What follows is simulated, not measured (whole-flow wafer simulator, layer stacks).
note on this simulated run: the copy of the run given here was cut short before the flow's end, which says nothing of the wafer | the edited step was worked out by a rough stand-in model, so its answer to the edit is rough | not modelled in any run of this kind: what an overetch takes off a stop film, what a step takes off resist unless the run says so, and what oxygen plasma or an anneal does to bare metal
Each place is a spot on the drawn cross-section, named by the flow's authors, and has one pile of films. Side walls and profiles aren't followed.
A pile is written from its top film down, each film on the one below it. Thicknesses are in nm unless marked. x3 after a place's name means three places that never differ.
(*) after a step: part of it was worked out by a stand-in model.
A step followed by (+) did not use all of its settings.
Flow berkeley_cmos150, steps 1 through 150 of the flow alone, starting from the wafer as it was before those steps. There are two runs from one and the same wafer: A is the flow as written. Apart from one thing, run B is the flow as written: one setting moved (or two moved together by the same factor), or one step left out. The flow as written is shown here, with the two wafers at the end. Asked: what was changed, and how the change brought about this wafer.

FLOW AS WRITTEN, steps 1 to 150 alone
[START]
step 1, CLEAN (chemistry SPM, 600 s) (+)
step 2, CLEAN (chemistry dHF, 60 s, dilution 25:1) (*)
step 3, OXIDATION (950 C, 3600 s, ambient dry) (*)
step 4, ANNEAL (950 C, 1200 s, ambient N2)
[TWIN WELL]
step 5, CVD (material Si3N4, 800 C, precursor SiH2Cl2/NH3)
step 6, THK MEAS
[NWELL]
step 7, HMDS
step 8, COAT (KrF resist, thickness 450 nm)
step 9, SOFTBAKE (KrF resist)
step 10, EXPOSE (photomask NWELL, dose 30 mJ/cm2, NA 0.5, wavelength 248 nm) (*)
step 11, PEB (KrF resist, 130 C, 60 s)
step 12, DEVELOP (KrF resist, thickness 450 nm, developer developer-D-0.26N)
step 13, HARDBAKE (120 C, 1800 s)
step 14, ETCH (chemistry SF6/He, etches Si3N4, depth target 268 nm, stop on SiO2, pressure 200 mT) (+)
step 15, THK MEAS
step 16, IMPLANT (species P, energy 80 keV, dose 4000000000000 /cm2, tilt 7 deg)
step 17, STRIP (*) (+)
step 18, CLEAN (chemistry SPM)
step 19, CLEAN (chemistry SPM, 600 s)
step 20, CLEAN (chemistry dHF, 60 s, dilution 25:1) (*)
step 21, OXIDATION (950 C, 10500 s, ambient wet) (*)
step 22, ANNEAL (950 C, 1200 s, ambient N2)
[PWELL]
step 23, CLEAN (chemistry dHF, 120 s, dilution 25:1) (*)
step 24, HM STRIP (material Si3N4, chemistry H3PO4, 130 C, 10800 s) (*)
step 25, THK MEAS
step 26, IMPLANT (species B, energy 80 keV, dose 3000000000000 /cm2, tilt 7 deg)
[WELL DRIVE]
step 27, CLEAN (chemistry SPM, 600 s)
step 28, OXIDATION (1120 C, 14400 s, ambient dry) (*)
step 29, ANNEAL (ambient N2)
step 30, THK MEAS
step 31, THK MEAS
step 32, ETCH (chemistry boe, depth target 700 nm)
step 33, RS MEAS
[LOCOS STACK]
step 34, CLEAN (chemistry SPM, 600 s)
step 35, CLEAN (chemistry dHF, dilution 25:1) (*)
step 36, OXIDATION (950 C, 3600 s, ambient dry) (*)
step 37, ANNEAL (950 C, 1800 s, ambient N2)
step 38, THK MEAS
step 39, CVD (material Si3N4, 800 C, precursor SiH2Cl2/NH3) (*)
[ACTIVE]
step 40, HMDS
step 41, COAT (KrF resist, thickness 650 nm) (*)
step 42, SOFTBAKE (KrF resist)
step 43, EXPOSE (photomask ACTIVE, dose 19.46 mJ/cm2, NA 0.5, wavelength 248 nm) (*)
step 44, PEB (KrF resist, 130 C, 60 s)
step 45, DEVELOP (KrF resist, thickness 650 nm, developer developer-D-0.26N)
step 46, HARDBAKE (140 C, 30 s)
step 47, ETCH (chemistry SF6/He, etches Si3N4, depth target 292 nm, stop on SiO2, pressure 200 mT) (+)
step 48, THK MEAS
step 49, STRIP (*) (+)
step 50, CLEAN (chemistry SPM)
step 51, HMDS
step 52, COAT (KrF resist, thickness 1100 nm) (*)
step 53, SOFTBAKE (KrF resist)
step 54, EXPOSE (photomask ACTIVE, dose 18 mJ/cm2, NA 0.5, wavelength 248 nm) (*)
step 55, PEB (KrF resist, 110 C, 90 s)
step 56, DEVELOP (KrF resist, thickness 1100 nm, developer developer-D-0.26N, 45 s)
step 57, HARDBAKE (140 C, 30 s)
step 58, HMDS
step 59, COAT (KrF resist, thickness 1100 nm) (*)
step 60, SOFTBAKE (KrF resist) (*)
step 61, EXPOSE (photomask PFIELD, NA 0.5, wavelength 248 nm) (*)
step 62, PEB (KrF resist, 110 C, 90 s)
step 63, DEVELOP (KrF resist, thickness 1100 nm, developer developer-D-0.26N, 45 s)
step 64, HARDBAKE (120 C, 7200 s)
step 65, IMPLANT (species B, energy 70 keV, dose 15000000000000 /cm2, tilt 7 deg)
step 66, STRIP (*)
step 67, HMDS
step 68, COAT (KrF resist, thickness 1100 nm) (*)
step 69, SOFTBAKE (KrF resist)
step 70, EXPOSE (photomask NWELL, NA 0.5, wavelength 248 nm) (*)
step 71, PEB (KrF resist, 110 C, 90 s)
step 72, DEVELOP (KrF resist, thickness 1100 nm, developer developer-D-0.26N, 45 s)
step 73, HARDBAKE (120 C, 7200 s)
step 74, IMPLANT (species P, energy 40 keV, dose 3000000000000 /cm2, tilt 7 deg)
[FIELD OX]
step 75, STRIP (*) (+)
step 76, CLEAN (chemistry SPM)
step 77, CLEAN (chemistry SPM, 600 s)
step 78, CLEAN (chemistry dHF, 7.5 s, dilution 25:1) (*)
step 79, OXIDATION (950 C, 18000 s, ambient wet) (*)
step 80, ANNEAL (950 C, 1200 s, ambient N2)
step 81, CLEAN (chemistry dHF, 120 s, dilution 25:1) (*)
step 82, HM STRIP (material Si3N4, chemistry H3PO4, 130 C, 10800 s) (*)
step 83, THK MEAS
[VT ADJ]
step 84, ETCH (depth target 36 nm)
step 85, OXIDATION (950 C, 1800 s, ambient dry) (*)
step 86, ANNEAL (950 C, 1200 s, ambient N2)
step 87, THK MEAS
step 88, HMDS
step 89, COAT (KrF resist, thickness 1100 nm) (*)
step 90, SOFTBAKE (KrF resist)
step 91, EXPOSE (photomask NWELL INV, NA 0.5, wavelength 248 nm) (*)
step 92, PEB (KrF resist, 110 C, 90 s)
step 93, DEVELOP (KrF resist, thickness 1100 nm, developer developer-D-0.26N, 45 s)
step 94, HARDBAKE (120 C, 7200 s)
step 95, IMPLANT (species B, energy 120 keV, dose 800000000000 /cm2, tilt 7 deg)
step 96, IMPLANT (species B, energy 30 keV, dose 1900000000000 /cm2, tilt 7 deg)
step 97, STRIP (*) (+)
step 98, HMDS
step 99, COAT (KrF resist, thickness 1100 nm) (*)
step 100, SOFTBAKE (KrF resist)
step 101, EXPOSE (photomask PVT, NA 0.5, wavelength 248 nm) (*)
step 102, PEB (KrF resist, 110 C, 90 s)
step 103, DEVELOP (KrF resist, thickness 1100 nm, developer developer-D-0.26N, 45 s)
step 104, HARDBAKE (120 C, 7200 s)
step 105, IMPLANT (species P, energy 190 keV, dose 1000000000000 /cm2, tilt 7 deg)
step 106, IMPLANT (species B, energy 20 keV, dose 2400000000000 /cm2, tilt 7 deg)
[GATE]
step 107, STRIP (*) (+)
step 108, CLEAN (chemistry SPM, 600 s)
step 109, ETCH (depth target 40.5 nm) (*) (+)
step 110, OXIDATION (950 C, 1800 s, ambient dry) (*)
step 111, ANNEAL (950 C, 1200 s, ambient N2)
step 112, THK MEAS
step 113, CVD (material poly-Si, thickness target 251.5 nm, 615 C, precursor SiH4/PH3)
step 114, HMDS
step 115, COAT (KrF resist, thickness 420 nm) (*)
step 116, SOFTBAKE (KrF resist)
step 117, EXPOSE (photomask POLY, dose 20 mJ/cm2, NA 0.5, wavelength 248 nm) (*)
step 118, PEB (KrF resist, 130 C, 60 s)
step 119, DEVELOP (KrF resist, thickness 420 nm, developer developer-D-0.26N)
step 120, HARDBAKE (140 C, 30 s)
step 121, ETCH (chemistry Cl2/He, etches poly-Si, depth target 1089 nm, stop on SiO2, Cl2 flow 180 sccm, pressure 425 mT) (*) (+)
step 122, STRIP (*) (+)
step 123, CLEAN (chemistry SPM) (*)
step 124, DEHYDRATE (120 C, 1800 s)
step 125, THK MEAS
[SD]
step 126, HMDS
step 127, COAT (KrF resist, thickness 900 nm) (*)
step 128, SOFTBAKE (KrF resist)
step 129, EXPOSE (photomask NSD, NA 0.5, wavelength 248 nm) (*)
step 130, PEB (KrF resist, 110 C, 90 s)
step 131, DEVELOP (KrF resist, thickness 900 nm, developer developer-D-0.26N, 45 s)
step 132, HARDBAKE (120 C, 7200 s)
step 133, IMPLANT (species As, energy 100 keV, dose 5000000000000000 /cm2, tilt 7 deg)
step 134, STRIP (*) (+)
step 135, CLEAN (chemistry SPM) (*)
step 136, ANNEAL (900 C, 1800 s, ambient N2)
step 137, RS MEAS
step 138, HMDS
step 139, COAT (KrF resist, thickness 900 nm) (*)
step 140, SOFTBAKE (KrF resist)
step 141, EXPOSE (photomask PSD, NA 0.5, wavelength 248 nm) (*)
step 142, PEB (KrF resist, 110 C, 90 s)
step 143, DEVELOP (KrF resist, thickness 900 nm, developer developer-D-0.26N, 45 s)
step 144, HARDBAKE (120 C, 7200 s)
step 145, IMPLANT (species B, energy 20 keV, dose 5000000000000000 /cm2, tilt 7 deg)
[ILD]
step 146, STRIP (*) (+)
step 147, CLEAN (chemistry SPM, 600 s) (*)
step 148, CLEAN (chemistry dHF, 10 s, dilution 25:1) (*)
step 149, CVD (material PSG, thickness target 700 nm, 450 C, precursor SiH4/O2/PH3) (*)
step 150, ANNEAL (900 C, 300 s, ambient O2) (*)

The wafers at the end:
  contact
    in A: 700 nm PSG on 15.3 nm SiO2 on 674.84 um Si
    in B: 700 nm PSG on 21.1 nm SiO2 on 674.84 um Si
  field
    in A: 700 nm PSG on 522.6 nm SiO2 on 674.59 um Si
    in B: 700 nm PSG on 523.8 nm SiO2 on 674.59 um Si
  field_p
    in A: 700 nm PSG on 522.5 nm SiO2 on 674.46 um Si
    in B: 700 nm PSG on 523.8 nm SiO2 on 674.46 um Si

What caused this: step 110, OXIDATION: 2700 s was run, though the flow has 1800 s.

Step by step, how the change led to this:
  step 110, OXIDATION (950 C, 1800 s, ambient dry) (*)
      sd_n, gate_n, sd_p, gate_p, contact, m1: A SiO2 gains 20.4 (new film), Si loses 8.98 | B SiO2 gains 26.2 (new film), Si loses 11.5
      field, field_p: A SiO2 gains 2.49, Si loses 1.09 | B SiO2 gains 3.73, Si loses 1.64
